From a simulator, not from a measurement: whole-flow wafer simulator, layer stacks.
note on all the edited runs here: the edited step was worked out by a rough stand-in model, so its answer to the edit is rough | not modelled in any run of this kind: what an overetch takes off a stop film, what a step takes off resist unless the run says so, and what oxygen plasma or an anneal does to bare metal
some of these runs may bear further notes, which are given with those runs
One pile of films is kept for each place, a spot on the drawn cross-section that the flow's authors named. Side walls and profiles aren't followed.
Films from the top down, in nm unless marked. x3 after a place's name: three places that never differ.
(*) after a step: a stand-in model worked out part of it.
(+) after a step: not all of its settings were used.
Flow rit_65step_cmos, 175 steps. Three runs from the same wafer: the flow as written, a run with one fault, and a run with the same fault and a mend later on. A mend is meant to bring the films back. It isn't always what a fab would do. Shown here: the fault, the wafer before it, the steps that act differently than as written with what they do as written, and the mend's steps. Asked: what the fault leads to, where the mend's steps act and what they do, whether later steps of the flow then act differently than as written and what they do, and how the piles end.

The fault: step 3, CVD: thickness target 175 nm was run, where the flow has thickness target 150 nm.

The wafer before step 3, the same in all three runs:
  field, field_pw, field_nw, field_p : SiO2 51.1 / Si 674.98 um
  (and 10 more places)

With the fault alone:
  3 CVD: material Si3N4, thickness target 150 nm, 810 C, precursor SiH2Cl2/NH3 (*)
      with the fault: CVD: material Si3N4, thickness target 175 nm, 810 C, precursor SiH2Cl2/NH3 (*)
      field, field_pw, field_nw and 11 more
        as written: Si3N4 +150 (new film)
        with the fault: Si3N4 +175 (new film)
  Later steps of the flow that act differently than as written (56 more steps differ only slightly, by at most 2% or 0.5 nm, whichever is larger, and aren't shown):
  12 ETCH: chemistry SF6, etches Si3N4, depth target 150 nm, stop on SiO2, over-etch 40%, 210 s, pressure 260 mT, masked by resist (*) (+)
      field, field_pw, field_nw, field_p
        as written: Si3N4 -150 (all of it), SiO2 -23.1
        with the fault: Si3N4 -175 (all of it), SiO2 -13.5
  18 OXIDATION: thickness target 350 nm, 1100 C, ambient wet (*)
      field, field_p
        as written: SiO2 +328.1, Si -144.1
        with the fault: SiO2 +321.1, Si -141
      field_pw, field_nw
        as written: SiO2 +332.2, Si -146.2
        with the fault: SiO2 +325.1, Si -143.1
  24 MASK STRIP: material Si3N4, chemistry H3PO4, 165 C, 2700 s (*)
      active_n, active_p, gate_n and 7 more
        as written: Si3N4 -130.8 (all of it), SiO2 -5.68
        with the fault: Si3N4 -155.8 (all of it), SiO2 -4.73
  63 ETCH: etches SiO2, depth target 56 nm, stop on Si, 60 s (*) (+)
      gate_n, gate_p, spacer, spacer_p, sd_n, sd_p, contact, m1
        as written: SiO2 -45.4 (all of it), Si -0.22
        with the fault: SiO2 -46.4 (all of it), Si -0.2
  At the end the piles differ from the flow's only slightly at the places that both follow, by at most 2% or 0.5 nm, whichever is larger.

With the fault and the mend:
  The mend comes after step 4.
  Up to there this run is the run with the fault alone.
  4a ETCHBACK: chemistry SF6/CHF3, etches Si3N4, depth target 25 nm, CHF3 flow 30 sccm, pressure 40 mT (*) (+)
      field, field_pw, field_nw and 11 more
        Si3N4 -25
  No later step of the flow acts differently than as written at any place that is followed.
  At the end the piles are the same as the flow's at every place that both follow.
